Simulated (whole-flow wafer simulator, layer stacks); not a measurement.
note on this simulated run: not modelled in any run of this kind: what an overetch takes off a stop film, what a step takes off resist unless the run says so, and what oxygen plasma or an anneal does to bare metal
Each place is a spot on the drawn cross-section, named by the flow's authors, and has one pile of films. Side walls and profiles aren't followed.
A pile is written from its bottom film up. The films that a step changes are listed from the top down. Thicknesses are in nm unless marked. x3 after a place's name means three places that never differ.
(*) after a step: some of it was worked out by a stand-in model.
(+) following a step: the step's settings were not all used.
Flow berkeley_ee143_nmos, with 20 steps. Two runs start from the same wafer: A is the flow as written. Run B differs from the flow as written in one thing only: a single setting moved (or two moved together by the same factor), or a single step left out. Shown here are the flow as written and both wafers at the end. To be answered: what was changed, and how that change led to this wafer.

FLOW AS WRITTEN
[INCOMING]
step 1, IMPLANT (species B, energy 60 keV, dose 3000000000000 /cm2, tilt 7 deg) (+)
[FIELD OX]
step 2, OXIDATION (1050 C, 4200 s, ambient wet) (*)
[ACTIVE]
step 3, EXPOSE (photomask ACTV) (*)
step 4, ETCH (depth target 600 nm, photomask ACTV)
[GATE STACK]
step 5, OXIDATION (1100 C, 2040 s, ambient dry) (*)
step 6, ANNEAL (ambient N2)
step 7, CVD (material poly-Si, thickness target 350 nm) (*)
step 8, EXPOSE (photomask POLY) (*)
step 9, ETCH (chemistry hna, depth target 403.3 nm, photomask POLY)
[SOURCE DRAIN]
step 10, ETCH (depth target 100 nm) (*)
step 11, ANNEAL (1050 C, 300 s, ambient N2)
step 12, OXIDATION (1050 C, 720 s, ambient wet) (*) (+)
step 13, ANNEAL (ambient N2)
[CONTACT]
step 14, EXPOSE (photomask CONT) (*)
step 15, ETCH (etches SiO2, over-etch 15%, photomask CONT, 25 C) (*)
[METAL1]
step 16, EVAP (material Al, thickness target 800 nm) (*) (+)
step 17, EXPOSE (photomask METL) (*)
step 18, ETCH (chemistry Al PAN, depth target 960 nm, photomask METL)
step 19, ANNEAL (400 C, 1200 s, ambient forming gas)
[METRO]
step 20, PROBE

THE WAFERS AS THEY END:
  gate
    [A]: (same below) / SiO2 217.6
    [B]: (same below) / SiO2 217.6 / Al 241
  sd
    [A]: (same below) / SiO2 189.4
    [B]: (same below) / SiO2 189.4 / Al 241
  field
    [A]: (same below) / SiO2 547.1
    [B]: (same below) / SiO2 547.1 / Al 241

The reason: step 18, ETCH: depth target 559 nm was run, though the flow has depth target 960 nm.

The path from the change to this, step by step:
  step 18, ETCH (chemistry Al PAN, depth target 960 nm, photomask METL)
      gate, sd, field: A Al loses 800 (all of it) | B Al loses 559
If metal films that touch count as one body, gate has 1 body; the flow as written gives 0 bodies.
If metal films that touch count as one body, sd has 1 body; the flow as written gives 0 bodies.
If metal films that touch count as one body, field has 1 body; the flow as written gives 0 bodies.
